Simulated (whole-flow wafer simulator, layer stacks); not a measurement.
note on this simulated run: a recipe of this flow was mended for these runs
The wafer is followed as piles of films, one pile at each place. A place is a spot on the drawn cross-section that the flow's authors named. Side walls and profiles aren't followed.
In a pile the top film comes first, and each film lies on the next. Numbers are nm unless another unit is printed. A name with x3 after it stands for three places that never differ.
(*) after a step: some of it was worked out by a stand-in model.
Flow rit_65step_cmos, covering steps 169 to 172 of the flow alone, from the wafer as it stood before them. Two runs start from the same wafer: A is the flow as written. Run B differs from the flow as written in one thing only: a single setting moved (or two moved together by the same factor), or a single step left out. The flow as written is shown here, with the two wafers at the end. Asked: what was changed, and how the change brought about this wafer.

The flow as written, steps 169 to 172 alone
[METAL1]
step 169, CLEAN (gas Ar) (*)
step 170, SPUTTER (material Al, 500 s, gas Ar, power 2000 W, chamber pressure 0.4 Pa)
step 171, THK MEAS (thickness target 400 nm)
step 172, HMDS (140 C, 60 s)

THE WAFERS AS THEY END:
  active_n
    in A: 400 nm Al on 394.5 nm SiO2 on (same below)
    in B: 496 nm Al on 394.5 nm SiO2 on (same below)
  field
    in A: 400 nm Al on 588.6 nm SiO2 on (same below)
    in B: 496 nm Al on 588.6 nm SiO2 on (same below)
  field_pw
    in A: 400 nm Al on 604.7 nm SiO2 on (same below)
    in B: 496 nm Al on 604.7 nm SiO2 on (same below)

The reason: step 170, SPUTTER: 620 s was run, whereas the flow has 500 s.

The path from the change to this, step by step:
  step 170, SPUTTER (material Al, 500 s, gas Ar, power 2000 W, chamber pressure 0.4 Pa)
      field, field_pw, field_nw and 10 more: A Al gains 400 (new film) | B Al gains 496 (new film)
      contact: A Al gains 255.4 (new film) | B Al gains 309.7 (new film)
